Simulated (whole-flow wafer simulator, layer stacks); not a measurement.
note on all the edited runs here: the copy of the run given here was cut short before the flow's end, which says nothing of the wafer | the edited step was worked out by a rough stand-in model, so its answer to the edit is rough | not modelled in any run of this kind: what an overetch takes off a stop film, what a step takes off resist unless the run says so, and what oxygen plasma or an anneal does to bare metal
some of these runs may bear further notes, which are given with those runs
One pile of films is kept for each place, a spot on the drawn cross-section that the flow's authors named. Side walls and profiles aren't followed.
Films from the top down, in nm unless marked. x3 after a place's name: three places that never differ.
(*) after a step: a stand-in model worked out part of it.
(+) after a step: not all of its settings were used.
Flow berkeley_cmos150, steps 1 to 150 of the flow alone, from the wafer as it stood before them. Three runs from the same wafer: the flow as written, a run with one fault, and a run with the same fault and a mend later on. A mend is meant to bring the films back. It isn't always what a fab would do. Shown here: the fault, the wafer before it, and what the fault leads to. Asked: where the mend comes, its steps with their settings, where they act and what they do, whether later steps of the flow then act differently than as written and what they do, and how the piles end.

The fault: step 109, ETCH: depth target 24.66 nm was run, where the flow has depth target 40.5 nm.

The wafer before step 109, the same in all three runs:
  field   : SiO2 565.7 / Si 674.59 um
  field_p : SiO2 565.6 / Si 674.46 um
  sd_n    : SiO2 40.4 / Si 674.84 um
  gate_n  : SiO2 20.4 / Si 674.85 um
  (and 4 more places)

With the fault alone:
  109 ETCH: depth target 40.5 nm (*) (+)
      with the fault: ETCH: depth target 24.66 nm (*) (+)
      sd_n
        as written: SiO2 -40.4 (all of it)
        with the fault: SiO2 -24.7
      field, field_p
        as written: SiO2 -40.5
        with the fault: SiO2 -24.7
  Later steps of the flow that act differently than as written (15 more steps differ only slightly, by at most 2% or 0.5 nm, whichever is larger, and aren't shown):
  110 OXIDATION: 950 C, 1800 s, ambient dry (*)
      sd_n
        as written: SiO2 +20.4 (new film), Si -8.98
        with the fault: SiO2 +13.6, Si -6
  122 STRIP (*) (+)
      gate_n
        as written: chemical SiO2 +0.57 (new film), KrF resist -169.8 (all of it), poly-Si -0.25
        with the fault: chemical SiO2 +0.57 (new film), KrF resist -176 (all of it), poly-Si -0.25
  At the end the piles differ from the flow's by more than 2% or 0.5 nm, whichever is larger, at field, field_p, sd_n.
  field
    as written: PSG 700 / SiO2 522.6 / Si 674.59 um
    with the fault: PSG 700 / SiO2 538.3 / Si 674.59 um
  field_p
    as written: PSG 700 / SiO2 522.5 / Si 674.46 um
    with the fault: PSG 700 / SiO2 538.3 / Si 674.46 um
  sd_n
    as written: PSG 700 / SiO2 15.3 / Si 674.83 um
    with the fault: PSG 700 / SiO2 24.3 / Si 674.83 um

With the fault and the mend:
  The mend comes after step 109.
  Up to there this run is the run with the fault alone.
  109a ETCH: depth target 15.84 nm (the flow's step 109 once more, with other settings)
      field, field_p
        SiO2 -15.8
      sd_n
        SiO2 -15.8 (all of it)
  No later step of the flow acts differently than as written, at any place that is followed, by more than 2% or 0.5 nm, whichever is larger.
  At the end the piles are the same as the flow's at every place that both follow.
